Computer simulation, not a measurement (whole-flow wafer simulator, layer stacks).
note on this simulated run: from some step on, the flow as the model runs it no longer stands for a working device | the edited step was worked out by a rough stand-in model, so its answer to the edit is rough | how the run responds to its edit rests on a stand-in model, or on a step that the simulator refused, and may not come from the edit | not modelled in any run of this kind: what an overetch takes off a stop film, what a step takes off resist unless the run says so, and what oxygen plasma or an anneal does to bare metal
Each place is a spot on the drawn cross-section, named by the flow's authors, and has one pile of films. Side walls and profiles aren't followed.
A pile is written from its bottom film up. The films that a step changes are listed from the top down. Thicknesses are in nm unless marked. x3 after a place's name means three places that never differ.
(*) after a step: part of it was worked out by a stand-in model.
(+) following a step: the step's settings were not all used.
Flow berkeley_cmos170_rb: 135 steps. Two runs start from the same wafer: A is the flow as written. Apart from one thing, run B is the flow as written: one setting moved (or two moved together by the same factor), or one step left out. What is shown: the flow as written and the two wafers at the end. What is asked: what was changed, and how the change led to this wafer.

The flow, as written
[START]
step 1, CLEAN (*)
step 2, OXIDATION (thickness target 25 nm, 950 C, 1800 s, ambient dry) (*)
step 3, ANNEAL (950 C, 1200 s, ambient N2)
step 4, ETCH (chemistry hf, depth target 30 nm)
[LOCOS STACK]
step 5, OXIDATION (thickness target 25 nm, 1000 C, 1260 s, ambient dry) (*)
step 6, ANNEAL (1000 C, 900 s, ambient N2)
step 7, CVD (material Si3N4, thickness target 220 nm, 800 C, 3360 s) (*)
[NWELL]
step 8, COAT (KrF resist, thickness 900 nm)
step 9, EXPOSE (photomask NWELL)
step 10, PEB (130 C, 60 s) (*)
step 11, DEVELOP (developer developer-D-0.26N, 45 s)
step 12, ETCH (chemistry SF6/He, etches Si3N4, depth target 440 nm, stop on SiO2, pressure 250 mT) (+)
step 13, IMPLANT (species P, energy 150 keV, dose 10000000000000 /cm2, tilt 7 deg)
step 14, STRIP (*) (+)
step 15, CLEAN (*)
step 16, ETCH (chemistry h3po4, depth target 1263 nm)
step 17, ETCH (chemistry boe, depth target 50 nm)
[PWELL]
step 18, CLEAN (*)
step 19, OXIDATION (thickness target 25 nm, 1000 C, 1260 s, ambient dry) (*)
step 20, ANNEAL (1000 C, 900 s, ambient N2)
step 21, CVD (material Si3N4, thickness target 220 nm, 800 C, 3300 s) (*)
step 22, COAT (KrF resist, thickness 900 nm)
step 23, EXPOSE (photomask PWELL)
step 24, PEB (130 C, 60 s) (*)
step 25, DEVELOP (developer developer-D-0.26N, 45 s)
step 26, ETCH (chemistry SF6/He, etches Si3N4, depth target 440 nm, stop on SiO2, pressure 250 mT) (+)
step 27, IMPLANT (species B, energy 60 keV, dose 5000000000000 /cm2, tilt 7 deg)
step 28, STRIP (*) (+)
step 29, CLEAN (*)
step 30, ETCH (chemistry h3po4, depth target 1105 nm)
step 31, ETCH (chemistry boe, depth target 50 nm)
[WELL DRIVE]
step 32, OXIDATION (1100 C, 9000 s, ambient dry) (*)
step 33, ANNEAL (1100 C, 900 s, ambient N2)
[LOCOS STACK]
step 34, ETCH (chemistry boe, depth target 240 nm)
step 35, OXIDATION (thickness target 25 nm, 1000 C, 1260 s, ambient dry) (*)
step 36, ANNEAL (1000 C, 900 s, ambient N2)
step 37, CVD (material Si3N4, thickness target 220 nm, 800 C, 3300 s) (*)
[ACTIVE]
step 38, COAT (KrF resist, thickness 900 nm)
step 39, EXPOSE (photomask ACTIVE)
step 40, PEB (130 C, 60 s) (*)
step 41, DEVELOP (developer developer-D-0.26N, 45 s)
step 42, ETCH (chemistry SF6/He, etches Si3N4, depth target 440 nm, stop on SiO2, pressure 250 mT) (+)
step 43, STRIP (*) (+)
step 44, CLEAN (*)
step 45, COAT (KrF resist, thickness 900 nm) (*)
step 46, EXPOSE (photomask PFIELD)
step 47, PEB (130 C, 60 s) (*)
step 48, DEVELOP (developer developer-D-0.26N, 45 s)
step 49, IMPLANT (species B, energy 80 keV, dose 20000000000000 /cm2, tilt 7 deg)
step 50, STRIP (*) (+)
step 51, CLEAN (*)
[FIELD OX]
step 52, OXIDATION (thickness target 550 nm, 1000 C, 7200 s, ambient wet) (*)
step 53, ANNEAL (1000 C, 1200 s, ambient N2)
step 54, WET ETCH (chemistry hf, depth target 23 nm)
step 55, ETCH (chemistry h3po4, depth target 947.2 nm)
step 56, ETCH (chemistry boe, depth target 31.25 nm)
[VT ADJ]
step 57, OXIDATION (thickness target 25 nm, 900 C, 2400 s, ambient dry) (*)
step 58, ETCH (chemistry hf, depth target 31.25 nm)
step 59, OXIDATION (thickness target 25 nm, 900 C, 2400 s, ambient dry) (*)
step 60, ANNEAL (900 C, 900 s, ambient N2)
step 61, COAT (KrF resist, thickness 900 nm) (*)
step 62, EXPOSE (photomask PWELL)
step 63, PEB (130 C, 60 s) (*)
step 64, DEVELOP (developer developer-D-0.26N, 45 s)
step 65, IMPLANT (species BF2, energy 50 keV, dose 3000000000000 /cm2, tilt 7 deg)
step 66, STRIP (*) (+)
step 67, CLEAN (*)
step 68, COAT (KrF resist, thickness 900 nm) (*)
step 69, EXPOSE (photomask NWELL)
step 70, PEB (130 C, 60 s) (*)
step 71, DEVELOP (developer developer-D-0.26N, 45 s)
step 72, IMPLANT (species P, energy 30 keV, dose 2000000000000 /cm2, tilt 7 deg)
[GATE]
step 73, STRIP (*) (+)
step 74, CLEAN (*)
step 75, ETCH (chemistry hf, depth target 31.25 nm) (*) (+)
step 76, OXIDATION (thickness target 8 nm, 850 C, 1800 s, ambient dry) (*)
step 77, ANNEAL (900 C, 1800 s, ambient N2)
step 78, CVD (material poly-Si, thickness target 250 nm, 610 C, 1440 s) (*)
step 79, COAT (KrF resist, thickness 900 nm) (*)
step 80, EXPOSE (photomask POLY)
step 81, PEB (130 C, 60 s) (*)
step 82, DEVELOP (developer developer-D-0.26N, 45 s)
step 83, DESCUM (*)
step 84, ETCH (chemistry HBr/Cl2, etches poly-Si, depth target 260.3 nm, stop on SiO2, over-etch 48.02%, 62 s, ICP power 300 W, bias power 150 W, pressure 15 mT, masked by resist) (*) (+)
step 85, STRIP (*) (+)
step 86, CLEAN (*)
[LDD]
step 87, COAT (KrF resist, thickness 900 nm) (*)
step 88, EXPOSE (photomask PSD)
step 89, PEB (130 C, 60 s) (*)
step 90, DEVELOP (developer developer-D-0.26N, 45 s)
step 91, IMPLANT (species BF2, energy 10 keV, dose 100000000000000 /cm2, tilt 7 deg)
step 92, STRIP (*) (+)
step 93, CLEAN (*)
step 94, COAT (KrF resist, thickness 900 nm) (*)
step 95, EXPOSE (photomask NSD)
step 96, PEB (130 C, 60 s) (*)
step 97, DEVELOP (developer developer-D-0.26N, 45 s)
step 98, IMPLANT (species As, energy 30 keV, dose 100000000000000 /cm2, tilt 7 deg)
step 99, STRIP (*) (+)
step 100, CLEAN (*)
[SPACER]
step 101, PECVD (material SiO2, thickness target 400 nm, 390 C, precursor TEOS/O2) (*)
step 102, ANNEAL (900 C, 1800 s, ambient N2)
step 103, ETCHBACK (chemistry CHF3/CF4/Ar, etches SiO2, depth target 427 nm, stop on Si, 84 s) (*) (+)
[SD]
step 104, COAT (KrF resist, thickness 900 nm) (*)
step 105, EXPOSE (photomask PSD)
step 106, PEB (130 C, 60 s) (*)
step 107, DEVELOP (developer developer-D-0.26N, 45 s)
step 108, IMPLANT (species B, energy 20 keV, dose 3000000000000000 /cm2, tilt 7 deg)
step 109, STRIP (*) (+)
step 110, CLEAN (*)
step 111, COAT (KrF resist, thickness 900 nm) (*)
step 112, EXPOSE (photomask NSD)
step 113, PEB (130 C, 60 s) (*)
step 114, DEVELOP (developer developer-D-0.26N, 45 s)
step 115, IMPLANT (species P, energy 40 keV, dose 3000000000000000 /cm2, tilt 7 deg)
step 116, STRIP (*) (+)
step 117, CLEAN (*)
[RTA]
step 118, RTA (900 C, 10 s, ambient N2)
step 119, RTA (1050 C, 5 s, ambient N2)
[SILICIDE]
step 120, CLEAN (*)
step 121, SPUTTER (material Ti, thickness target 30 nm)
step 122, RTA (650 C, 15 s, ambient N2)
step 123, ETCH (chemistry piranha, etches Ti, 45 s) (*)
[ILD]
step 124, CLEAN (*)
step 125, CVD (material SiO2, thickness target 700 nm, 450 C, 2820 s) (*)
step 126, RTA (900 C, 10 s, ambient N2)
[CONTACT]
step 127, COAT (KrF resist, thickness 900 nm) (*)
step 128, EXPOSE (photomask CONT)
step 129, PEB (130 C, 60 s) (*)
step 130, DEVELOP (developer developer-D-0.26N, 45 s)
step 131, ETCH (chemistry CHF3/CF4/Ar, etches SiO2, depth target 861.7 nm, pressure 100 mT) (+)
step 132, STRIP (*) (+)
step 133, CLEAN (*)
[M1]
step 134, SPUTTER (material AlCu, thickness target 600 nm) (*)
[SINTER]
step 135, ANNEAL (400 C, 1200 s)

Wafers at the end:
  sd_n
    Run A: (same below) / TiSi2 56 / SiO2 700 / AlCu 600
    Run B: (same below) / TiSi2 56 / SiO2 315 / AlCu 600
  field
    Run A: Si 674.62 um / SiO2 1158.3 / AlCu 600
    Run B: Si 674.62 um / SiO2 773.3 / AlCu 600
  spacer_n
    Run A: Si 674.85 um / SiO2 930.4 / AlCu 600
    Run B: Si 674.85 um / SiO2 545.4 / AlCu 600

What caused this: step 125, CVD: thickness target 315 nm was run, though the flow has thickness target 700 nm.
The wafer itself shows it: sd_n has SiO2 315, and step 125 as written asks for 700 nm.

How this came from the change, step by step:
  step 125, CVD (material SiO2, thickness target 700 nm, 450 C, 2820 s) (*)
      sd_n, gate, sd_p, gate_p, contact, m1: A SiO2 gains 700 (new film) | B SiO2 gains 315 (new film)
      field, spacer_n, spacer_p: A SiO2 gains 700 | B SiO2 gains 315
  step 127, COAT (KrF resist, thickness 900 nm) (*)
      field: A KrF resist gains 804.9 (new film) | B KrF resist gains 787.8 (new film)
      spacer_n: A KrF resist gains 819.8 (new film) | B KrF resist gains 799.6 (new film)
      (also at 4 further places)
  step 131, ETCH (chemistry CHF3/CF4/Ar, etches SiO2, depth target 861.7 nm, pressure 100 mT) (+)
      field, sd_n, spacer_n, gate, sd_p, spacer_p, gate_p, m1: A KrF resist loses 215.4 | B KrF resist loses 118.1
      contact: A SiO2 loses 700 (all of it), TiSi2 loses 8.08 | B SiO2 loses 315 (all of it), TiSi2 loses 7.88
  step 132, STRIP (*) (+)
      field: A KrF resist loses 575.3 (all of it) | B KrF resist loses 655.5 (all of it)
      sd_n: A KrF resist loses 780.4 (all of it) | B KrF resist loses 862.3 (all of it)
      (also at 6 further places)
  step 134, SPUTTER (material AlCu, thickness target 600 nm) (*)
      contact: A AlCu gains 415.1 (new film) | B AlCu gains 524 (new film)
